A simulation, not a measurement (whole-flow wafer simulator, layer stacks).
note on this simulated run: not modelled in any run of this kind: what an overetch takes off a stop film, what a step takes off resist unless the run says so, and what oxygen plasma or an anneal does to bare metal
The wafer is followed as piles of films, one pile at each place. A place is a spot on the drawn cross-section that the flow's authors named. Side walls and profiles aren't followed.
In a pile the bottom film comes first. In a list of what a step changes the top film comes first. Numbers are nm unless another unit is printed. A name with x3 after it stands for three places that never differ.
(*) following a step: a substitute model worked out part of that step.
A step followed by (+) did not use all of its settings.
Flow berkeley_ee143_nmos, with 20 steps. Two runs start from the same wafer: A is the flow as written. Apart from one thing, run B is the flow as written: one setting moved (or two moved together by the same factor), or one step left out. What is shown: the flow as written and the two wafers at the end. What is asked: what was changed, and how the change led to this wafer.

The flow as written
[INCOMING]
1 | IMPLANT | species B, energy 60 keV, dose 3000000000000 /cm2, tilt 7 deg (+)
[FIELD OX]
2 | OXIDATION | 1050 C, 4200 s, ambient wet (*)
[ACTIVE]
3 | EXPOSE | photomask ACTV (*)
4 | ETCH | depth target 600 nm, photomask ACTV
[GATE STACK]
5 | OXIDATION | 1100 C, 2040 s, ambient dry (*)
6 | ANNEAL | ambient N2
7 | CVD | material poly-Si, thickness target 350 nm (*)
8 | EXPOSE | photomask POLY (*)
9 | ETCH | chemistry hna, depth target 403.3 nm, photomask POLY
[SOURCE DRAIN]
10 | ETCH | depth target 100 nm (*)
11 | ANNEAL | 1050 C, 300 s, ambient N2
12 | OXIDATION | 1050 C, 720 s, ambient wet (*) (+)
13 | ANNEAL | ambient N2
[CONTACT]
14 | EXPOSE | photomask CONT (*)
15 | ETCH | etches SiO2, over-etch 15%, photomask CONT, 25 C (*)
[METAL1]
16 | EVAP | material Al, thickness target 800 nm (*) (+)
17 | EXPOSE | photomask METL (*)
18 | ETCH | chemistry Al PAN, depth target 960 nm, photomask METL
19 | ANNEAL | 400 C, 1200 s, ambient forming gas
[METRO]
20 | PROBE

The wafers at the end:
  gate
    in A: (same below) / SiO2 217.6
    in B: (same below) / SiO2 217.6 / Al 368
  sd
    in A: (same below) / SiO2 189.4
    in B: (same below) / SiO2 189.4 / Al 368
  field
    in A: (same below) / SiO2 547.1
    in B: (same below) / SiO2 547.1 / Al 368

Cause: step 18, ETCH: depth target 432 nm was run, while the flow as written has depth target 960 nm.

Step by step, how the change led to this:
  18 | ETCH | chemistry Al PAN, depth target 960 nm, photomask METL
      gate, sd, field: A Al loses 800 (all of it) | B Al loses 432
Taking metal films that touch as one body, gate has 1 body; the flow as written gives 0 bodies.
Taking metal films that touch as one body, sd has 1 body; the flow as written gives 0 bodies.
Taking metal films that touch as one body, field has 1 body; the flow as written gives 0 bodies.
